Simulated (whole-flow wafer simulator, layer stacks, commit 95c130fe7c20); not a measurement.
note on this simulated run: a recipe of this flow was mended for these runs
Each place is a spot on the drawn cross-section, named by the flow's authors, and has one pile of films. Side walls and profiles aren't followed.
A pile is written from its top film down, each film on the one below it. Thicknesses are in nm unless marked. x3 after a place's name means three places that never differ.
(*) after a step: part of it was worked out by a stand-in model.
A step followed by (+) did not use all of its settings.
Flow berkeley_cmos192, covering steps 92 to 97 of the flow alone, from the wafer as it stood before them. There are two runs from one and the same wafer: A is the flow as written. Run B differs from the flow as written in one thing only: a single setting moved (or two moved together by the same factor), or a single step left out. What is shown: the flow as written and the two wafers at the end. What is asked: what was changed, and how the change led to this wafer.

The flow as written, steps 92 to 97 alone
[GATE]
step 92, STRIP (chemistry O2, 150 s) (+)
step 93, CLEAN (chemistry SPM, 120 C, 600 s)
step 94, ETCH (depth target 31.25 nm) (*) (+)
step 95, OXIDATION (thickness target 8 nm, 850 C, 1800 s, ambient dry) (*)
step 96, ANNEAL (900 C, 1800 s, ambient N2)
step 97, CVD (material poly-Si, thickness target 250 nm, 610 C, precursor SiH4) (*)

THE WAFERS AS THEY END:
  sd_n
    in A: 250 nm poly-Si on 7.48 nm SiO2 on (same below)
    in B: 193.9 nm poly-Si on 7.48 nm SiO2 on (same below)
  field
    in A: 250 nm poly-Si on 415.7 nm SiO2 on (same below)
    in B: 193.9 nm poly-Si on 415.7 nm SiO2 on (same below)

Cause: step 97, CVD: 598 C was run, while the flow as written has 610 C.

The path from the change to this, step by step:
  step 97, CVD (material poly-Si, thickness target 250 nm, 610 C, precursor SiH4) (*)
      field, sd_n, spacer_n, gate, sd_p, spacer_p x2, contact, m1: A +250 poly-Si (new film) | B +193.9 poly-Si (new film)
